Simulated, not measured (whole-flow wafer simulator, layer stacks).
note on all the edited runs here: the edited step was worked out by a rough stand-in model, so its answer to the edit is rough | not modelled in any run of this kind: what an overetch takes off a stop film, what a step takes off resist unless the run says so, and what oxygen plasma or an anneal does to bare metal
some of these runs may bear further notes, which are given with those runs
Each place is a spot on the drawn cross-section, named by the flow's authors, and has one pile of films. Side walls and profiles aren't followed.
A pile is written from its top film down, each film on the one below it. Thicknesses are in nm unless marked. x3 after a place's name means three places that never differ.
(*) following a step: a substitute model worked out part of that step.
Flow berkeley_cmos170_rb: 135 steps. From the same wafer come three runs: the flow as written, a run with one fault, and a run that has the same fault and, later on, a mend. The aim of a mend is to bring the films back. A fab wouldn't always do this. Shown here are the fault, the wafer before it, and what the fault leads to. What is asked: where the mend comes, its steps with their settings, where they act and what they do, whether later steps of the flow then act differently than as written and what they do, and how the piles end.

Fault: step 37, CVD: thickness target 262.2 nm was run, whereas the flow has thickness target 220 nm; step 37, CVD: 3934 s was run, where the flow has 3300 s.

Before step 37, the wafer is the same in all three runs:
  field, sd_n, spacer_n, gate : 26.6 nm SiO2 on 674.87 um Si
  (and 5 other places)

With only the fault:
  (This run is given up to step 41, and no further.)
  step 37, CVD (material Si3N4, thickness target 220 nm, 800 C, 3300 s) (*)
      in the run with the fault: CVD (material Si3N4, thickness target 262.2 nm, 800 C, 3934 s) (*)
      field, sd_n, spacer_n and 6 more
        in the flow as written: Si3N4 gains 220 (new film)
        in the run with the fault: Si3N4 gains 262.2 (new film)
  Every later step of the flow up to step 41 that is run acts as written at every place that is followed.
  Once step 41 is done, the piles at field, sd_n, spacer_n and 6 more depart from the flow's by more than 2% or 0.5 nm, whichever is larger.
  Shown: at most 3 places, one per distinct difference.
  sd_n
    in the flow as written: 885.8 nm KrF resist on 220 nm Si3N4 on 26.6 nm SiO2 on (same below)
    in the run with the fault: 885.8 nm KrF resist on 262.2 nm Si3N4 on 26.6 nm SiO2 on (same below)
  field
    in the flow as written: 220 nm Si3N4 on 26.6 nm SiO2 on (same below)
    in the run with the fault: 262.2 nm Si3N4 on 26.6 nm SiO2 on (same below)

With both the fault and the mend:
  The mend follows step 37.
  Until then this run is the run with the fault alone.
  step 37a, ETCH (chemistry h3po4, depth target 42.2 nm) (the flow's step 30, run once more with other settings)
      field, sd_n, spacer_n and 6 more
        Si3N4 loses 42.2
  Every later step of the flow that is run acts as written at every place that is followed.
  At every place that both follow, the piles at the end match the flow's.
